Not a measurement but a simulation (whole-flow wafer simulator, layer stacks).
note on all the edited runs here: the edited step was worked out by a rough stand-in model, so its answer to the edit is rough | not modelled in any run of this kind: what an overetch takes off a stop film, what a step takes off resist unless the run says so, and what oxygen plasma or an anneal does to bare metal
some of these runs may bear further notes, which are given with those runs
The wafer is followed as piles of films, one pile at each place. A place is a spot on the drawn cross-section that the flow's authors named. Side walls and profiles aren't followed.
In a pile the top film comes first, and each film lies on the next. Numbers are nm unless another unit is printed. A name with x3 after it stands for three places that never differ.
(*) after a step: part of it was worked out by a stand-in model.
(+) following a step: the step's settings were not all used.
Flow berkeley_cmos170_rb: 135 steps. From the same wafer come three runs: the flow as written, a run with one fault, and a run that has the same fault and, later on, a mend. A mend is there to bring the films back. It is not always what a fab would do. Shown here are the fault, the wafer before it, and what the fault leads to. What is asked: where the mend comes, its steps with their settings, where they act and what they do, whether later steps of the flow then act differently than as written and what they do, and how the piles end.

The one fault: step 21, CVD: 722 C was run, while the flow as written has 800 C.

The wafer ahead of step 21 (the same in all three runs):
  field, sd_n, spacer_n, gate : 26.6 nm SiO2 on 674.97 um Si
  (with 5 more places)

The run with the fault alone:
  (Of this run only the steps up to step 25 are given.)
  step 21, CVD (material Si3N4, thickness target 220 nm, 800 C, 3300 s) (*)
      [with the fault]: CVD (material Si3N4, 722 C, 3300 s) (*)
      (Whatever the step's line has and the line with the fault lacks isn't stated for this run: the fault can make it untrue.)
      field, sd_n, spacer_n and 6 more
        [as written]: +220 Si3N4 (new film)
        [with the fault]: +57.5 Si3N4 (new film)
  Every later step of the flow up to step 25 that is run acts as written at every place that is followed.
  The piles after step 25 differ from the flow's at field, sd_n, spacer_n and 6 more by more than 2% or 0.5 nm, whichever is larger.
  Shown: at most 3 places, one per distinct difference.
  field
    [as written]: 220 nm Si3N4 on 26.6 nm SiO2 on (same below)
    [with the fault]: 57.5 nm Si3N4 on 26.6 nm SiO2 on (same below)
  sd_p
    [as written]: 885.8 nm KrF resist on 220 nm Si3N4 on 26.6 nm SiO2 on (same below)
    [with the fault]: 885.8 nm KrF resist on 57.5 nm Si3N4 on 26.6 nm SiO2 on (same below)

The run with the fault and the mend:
  After step 25 comes the mend.
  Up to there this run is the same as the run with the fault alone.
  step 25a, STRIP (*) (+)
      sd_p, spacer_p, gate_p, m1
        -885.8 KrF resist (all of it)
  step 25b, CLEAN (*) (the flow's step 18 again)
      alters no film at any place that is followed
  step 25c, CVD (material Si3N4, thickness target 162.5 nm, 800 C, 2437 s) (*) (the flow's step 21 again, with other settings)
      field, sd_n, spacer_n and 6 more
        +162.5 Si3N4
  step 25d, COAT (KrF resist, thickness 900 nm) (the flow's step 22 again)
      field, sd_n, spacer_n and 6 more
        +900 KrF resist (new film)
  step 25e, EXPOSE (photomask PWELL) (the flow's step 23 again)
      alters no film at any place that is followed
  step 25f, PEB (130 C, 60 s) (*) (the flow's step 24 again)
      alters no film at any place that is followed
  step 25g, DEVELOP (developer developer-D-0.26N, 45 s) (the flow's step 25 again)
      field, sd_n, spacer_n, gate, contact
        -900 KrF resist (all of it)
      sd_p, spacer_p, gate_p, m1
        -14.2 KrF resist
  Every later step of the flow that is run acts as written, at every place that is followed, to within 2% or 0.5 nm, whichever is larger.
  At every place that both follow, the piles at the end match the flow's.
